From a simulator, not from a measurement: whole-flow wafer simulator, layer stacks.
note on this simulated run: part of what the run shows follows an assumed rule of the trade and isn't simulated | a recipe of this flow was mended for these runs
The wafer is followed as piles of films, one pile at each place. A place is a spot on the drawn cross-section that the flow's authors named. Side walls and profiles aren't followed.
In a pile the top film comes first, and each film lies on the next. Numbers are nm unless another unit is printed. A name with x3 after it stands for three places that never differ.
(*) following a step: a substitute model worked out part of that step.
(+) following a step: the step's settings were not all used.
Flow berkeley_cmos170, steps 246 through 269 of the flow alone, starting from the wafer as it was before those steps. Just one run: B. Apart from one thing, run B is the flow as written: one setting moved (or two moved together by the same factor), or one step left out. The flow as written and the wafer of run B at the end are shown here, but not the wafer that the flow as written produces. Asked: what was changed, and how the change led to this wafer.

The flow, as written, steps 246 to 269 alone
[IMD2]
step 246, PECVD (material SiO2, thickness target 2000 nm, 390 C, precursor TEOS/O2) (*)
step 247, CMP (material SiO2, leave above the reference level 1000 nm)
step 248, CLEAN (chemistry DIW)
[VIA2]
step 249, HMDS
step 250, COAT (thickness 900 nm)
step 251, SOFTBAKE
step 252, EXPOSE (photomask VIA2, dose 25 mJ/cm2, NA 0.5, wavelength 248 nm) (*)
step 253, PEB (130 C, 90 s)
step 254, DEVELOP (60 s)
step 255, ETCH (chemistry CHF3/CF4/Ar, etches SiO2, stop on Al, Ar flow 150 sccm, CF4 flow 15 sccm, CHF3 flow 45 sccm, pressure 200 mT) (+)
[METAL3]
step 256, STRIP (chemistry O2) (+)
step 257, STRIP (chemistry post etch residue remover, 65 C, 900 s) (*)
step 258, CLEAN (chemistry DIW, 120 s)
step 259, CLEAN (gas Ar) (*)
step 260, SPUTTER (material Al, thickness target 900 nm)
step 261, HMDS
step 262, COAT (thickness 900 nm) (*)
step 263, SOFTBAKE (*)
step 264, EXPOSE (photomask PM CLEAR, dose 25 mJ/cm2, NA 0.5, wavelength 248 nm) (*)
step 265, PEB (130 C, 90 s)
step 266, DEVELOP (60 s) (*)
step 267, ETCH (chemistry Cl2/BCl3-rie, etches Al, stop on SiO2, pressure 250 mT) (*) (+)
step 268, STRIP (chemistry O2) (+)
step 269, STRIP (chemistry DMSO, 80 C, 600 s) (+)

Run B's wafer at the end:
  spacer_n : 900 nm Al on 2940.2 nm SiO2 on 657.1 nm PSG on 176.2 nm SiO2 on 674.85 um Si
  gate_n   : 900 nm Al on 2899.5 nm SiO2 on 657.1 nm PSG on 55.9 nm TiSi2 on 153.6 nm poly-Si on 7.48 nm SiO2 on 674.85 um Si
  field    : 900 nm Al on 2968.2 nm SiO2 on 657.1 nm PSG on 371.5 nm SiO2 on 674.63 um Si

What caused this: step 246, PECVD: thickness target 1550 nm was run, whereas the flow has thickness target 2000 nm.

The path from the change to this, step by step:
  step 246, PECVD (material SiO2, thickness target 2000 nm, 390 C, precursor TEOS/O2) (*)
      field, mark, sd_n, spacer_n, gate_n, sd_p, spacer_p, gate_p: SiO2 gains 1550 (it would be, as written: SiO2 gains 2000)
      contact, m1, m2, via2: SiO2 gains 1550 (new film) (it would be, as written: SiO2 gains 2000 (new film))
      (and at 1 other place as well)
  step 247, CMP (material SiO2, leave above the reference level 1000 nm)
      field, sd_n, spacer_n, gate_n, sd_p, spacer_p, gate_p: nothing (it would be, as written: SiO2 loses 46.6)
      contact, m1, via1, m2, via2: SiO2 loses 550 (it would be, as written: SiO2 loses 1000)
  step 250, COAT (thickness 900 nm)
      sd_n: KrF-resist gains 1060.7 (new film) (it would be, as written: KrF-resist gains 900 (new film))
      contact: KrF-resist gains 749.3 (new film) (it would be, as written: KrF-resist gains 900 (new film))
      (and at 4 other places as well)
  step 253, PEB (130 C, 90 s)
      m2: KrF-resist loses 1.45 (it would be, as written: KrF-resist loses 2)
  step 254, DEVELOP (60 s)
      via2: KrF-resist loses 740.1 (all of it) (it would be, as written: KrF-resist loses 898 (all of it))
  step 256, STRIP (chemistry O2) (+)
      sd_n: KrF-resist loses 767.9 (all of it) (it would be, as written: KrF-resist loses 607.6 (all of it))
      sd_p: KrF-resist loses 620.5 (all of it) (it would be, as written: KrF-resist loses 607.6 (all of it))
      (and at 6 other places as well)
  step 262, COAT (thickness 900 nm) (*)
      sd_n: KrF-resist gains 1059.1 (new film) (it would be, as written: KrF-resist gains 899.3 (new film))
      contact: KrF-resist gains 740.7 (new film) (it would be, as written: KrF-resist gains 898.4 (new film))
      (and at 4 other places as well)
  step 265, PEB (130 C, 90 s)
      m2: KrF-resist loses 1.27 (it would be, as written: KrF-resist loses 1.8)
      via2: KrF-resist loses 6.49 (it would be, as written: KrF-resist loses 7.55)
  step 268, STRIP (chemistry O2) (+)
      sd_n: KrF-resist loses 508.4 (all of it) (it would be, as written: KrF-resist loses 349 (all of it))
      gate_n: KrF-resist loses 357 (all of it) (it would be, as written: KrF-resist loses 349.7 (all of it))
      (and at 8 other places as well)
